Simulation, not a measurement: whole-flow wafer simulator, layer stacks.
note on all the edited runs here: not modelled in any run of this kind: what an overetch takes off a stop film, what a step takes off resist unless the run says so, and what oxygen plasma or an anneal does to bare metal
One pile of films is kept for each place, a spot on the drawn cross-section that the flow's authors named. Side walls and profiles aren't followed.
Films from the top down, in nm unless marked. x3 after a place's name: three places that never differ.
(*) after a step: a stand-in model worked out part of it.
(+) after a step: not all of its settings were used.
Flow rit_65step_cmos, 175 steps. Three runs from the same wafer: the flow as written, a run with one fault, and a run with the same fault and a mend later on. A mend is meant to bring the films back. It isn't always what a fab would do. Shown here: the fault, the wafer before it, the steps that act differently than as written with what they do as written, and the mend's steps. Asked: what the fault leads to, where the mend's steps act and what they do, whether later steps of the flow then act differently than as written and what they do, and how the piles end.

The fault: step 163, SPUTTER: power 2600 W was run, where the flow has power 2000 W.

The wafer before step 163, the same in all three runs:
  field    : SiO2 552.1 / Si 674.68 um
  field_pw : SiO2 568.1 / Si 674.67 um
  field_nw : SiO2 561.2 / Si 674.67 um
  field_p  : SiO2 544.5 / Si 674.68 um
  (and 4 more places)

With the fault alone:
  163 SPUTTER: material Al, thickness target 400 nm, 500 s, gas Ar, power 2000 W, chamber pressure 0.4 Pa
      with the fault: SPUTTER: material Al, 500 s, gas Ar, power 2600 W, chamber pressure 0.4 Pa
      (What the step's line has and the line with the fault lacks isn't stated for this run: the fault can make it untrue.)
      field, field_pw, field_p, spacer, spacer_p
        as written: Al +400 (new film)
        with the fault: Al +520 (new film)
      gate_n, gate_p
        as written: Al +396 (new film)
        with the fault: Al +503.1 (new film)
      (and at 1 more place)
  Later steps of the flow that act differently than as written (3 more steps differ only slightly, by at most 2% or 0.5 nm, whichever is larger, and aren't shown):
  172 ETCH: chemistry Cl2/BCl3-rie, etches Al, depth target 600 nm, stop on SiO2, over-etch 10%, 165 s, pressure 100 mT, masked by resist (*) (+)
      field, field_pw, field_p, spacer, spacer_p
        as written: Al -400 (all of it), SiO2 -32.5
        with the fault: Al -520 (all of it), SiO2 -17.5
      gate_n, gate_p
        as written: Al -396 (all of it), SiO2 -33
        with the fault: Al -503.1 (all of it), SiO2 -19.6
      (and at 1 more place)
  At the end the piles differ from the flow's by more than 2% or 0.5 nm, whichever is larger, at field, field_pw, field_nw, field_p, gate_n, gate_p, spacer, spacer_p.
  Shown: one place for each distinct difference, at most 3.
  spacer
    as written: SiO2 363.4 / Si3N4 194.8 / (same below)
    with the fault: SiO2 378.4 / Si3N4 194.8 / (same below)
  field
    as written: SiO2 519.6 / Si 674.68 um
    with the fault: SiO2 534.6 / Si 674.68 um
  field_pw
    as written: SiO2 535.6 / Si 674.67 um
    with the fault: SiO2 550.6 / Si 674.67 um

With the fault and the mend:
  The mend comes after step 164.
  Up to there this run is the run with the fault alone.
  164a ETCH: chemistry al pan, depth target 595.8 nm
      field, field_pw, field_nw, field_p, spacer, spacer_p
        Al -520 (all of it)
      gate_n, gate_p
        Al -503.1 (all of it)
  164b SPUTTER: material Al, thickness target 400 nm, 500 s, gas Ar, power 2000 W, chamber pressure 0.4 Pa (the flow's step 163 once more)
      field, field_pw, field_p, spacer, spacer_p
        Al +400 (new film)
      gate_n, gate_p
        Al +396 (new film)
      field_nw
        Al +397.2 (new film)
  No later step of the flow acts differently than as written at any place that is followed.
  At the end the piles are the same as the flow's at every place that both follow.
